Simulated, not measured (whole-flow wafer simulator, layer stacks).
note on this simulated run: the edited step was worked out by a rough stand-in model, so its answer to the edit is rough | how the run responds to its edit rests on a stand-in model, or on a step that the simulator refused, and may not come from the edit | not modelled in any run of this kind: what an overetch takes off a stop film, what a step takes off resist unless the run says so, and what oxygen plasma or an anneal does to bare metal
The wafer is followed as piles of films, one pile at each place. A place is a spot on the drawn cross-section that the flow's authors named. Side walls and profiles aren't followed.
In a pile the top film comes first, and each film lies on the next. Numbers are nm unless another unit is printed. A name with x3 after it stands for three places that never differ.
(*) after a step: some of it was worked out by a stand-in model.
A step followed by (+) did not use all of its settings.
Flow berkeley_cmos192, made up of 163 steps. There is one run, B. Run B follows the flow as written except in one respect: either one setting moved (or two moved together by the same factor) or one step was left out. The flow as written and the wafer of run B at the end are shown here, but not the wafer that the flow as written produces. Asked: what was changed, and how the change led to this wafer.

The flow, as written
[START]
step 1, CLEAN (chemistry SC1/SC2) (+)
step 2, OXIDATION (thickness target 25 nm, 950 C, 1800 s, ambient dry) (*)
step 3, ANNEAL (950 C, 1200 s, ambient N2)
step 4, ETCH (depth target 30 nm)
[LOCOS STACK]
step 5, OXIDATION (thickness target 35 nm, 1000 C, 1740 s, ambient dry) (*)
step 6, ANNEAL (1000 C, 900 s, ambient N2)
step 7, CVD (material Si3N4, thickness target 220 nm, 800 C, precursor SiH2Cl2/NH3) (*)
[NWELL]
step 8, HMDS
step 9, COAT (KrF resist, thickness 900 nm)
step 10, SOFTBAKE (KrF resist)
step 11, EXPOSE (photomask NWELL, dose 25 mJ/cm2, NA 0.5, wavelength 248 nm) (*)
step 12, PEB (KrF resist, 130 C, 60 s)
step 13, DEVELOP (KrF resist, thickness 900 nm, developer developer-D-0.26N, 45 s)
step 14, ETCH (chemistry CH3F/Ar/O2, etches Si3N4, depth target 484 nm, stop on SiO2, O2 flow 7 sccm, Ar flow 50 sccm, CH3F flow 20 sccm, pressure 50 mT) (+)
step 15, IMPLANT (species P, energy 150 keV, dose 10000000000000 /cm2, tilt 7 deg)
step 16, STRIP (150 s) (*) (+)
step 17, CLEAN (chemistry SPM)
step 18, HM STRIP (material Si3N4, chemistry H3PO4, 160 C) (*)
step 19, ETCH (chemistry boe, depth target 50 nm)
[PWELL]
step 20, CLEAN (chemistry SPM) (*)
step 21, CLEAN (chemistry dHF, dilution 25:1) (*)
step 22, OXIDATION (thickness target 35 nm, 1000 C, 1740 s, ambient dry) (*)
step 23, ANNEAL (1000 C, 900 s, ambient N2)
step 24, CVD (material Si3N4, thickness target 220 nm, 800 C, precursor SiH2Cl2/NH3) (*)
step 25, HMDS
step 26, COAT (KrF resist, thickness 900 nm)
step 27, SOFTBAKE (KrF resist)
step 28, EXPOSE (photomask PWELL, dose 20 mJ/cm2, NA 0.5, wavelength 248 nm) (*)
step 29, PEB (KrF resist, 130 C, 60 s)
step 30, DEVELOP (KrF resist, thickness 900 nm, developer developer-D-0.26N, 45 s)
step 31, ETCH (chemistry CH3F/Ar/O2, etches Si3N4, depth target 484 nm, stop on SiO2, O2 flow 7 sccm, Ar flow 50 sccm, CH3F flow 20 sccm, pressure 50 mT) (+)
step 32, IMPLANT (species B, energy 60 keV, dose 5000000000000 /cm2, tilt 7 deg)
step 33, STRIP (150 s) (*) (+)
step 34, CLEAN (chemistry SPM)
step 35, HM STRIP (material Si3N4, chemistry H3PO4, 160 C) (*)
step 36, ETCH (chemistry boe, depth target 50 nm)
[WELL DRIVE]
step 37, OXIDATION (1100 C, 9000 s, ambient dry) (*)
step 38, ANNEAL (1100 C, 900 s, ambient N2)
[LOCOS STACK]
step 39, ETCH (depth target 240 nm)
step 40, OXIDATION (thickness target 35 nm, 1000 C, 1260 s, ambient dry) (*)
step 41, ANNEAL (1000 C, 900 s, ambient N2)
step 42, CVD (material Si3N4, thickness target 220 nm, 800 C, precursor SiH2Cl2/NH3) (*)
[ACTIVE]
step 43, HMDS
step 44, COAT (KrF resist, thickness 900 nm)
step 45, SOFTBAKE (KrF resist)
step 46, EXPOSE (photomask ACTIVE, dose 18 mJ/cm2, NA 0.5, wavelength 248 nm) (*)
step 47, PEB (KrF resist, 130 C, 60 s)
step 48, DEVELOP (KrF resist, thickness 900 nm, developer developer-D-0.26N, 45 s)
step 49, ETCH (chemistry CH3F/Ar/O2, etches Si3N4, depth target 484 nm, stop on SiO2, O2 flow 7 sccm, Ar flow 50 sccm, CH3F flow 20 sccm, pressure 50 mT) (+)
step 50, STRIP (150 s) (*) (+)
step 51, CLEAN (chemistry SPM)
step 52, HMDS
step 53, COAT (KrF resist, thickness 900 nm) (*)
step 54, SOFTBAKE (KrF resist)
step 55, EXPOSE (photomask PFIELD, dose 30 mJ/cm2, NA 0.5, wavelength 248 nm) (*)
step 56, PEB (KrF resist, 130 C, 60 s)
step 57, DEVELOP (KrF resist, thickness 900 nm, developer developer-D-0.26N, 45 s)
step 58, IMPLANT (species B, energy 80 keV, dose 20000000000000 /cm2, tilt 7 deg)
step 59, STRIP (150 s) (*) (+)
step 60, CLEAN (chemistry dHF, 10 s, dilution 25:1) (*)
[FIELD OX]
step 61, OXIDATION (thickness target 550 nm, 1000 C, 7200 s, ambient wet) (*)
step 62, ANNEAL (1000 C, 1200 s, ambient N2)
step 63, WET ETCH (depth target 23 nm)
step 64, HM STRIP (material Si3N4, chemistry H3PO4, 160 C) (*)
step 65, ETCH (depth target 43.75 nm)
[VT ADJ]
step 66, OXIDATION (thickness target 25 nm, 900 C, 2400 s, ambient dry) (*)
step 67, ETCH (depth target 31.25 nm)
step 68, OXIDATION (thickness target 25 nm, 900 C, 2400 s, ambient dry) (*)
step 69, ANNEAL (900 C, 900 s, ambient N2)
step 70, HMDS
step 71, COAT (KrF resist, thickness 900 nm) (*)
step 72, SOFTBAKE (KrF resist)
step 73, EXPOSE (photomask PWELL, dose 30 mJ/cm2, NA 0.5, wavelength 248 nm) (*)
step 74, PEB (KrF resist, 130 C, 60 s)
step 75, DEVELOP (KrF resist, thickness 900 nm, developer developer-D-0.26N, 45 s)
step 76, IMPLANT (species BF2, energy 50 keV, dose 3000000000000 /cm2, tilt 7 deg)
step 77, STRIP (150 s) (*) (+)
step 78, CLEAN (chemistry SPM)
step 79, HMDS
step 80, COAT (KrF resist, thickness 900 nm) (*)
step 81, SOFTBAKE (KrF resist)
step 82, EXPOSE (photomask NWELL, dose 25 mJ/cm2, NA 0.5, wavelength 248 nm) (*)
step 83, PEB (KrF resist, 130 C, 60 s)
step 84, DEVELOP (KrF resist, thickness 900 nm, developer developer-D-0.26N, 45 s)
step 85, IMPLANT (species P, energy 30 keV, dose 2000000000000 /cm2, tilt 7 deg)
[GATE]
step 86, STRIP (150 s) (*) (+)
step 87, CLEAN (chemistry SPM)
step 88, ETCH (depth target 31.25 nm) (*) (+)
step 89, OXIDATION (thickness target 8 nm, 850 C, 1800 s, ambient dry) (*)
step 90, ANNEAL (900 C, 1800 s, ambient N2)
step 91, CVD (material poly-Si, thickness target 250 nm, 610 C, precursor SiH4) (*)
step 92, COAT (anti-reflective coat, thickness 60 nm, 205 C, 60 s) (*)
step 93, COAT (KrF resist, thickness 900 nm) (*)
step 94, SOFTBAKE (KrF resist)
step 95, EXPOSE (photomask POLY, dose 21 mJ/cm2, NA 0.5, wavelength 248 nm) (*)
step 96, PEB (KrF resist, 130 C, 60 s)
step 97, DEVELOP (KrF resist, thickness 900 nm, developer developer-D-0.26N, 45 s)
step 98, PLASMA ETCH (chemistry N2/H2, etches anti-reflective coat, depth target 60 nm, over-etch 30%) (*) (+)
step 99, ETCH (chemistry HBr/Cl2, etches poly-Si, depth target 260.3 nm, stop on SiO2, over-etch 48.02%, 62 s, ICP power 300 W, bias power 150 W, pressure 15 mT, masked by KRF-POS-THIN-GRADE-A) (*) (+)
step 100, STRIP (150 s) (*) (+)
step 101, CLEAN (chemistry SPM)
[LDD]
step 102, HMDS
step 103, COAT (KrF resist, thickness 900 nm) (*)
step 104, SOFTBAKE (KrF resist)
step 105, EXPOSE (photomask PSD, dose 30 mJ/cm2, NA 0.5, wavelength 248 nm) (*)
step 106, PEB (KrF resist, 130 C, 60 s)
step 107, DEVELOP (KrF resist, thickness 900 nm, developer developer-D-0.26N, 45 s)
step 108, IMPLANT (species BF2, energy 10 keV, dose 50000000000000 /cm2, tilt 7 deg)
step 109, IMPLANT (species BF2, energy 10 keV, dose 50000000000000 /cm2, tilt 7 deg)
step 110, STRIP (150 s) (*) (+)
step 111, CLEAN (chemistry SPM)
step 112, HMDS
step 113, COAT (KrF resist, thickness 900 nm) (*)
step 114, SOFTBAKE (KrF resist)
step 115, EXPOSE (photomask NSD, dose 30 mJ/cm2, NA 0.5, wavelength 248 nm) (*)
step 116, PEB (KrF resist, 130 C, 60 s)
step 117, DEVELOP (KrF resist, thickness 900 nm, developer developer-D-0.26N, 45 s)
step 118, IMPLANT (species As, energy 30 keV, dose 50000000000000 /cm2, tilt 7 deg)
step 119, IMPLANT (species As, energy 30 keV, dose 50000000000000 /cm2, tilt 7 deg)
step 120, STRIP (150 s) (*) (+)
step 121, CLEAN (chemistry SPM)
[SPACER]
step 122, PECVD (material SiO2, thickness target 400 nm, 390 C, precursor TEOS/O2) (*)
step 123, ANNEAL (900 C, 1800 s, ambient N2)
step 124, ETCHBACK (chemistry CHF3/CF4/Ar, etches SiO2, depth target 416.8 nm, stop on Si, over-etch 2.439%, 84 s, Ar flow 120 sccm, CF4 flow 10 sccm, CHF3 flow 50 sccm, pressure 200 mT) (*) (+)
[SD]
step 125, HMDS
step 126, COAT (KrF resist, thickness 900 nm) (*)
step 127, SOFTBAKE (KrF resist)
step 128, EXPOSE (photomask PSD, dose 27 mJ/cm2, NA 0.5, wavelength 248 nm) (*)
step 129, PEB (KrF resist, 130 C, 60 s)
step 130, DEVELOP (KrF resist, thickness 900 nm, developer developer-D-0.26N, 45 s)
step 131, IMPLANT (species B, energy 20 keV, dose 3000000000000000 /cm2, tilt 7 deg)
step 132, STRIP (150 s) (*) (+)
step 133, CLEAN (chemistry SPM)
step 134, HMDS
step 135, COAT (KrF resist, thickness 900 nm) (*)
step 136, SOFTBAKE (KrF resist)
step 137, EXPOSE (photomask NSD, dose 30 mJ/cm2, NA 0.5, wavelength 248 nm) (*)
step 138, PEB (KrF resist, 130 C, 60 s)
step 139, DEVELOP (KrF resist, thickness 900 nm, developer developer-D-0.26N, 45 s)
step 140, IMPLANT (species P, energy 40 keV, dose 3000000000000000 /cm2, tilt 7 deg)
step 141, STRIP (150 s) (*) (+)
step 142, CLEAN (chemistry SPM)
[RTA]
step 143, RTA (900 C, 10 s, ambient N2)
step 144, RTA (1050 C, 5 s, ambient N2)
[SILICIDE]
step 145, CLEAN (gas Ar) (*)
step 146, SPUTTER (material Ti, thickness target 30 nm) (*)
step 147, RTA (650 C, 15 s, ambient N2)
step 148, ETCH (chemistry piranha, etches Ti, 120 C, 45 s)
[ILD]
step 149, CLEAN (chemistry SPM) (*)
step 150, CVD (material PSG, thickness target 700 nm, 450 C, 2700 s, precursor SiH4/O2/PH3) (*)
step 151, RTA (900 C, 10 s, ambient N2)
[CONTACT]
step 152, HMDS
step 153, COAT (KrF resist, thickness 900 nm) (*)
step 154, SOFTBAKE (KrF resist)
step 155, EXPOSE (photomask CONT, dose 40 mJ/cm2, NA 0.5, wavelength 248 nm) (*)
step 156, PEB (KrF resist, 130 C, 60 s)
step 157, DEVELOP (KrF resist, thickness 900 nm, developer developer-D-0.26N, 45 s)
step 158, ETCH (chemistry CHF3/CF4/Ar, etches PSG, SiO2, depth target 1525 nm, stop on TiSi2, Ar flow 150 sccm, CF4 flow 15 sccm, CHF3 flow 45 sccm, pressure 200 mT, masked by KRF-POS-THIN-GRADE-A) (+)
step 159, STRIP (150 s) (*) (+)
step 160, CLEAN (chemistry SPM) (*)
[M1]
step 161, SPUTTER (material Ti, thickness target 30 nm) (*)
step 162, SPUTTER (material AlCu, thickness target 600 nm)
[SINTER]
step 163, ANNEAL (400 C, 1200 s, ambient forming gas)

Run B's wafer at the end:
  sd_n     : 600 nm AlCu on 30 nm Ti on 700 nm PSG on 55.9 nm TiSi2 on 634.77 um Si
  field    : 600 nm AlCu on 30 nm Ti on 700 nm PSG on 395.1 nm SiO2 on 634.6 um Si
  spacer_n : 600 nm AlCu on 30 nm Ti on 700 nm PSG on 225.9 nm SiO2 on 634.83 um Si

The reason: step 2, OXIDATION: 1140 C was run, whereas the flow has 950 C.

Step by step, how the change led to this:
  step 2, OXIDATION (thickness target 25 nm, 950 C, 1800 s, ambient dry) (*)
      field, sd_n, spacer_n and 6 more: SiO2 gains 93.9 (new film), chemical SiO2 loses 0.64 (all of it), Si loses 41 (it would be, as written: SiO2 gains 20.7 (new film), chemical SiO2 loses 0.64 (all of it), Si loses 8.82)
  step 4, ETCH (depth target 30 nm)
      field, sd_n, spacer_n and 6 more: SiO2 loses 30 (it would be, as written: SiO2 loses 20.7 (all of it))
  step 5, OXIDATION (thickness target 35 nm, 1000 C, 1740 s, ambient dry) (*)
      field, sd_n, spacer_n and 6 more: SiO2 gains 13.4, Si loses 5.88 (it would be, as written: SiO2 gains 31.6 (new film), Si loses 13.9)
  step 19, ETCH (chemistry boe, depth target 50 nm)
      field, sd_n, spacer_n, gate, contact, m1: SiO2 loses 50 (it would be, as written: SiO2 loses 29.6 (all of it))
      sd_p, spacer_p, gate_p: SiO2 loses 50 (it would be, as written: SiO2 loses 18.5 (all of it))
  step 20, CLEAN (chemistry SPM) (*)
      field, sd_n, spacer_n and 6 more: nothing (it would be, as written: chemical SiO2 gains 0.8 (new film), Si loses 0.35)
  step 21, CLEAN (chemistry dHF, dilution 25:1) (*)
      field, sd_n, spacer_n, gate, contact, m1: SiO2 loses 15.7 (it would be, as written: chemical SiO2 loses 0.8 (all of it))
      sd_p, spacer_p, gate_p: SiO2 loses 14.2 (all of it) (it would be, as written: chemical SiO2 loses 0.8 (all of it))
  step 22, OXIDATION (thickness target 35 nm, 1000 C, 1740 s, ambient dry) (*)
      field, sd_n, spacer_n, gate, contact, m1: SiO2 gains 25.4, Si loses 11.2 (it would be, as written: SiO2 gains 31.6 (new film), Si loses 13.9)
  step 36, ETCH (chemistry boe, depth target 50 nm)
      field, sd_n, spacer_n, gate, contact: SiO2 loses 21.8 (all of it) (it would be, as written: SiO2 loses 18.5 (all of it))
      m1: SiO2 loses 32.8 (all of it) (it would be, as written: SiO2 loses 29.6 (all of it))
  step 61, OXIDATION (thickness target 550 nm, 1000 C, 7200 s, ambient wet) (*)
      sd_p: SiO2 gains 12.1 (new film), Si3N4 loses 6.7 (it would be, as written: SiO2 gains 12.1 (new film), Si3N4 loses 6.7, SiO2 gains 0.06, Si loses 0.06)
